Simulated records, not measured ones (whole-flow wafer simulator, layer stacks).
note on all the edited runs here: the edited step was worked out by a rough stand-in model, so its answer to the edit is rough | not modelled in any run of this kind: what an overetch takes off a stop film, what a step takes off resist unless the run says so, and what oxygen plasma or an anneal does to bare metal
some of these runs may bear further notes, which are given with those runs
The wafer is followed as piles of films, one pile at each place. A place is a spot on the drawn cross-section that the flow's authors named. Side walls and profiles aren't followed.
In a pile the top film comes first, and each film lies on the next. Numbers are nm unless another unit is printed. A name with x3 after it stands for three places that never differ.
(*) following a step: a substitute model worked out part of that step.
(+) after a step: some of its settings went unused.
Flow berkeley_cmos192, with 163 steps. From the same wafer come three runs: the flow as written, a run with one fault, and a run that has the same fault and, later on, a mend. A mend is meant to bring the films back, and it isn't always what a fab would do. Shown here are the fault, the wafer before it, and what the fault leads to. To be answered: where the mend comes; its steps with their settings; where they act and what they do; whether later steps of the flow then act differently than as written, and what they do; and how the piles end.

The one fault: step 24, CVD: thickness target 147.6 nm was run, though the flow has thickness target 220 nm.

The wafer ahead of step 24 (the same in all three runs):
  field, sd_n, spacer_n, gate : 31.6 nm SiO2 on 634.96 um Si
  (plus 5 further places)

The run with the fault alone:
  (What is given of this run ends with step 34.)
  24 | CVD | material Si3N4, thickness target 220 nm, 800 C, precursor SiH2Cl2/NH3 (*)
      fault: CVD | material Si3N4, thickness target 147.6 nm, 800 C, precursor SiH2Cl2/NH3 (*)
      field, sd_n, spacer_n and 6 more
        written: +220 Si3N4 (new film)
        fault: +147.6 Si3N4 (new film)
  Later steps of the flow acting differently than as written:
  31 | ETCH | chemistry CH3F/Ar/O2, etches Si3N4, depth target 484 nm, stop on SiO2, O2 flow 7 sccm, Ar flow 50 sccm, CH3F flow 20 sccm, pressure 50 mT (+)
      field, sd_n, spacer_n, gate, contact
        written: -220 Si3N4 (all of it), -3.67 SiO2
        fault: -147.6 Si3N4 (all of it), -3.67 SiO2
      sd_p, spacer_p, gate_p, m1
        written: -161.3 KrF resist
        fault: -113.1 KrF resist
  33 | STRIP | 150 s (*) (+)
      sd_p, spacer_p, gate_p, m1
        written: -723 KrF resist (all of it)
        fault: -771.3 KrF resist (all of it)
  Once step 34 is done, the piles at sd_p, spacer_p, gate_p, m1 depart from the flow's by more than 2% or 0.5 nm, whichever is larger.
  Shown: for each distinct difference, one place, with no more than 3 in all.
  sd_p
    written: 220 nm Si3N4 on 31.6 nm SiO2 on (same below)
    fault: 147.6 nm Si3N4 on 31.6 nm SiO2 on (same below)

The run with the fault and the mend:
  After step 24 comes the mend.
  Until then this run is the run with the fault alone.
  24a | ETCH | chemistry h3po4, depth target 169.7 nm
      field, sd_n, spacer_n and 6 more
        -147.6 Si3N4 (all of it)
  24b | CLEAN | chemistry SPM (a further turn of the flow's step 17)
      does not change any film at any place that is followed
  24c | CVD | material Si3N4, thickness target 220 nm, 800 C, precursor SiH2Cl2/NH3 (*) (a further turn of the flow's step 24)
      field, sd_n, spacer_n and 6 more
        +220 Si3N4 (new film)
  Later steps of the flow that are run all act as written at every place that is followed.
  By the end, the piles equal the flow's at every place that both follow.
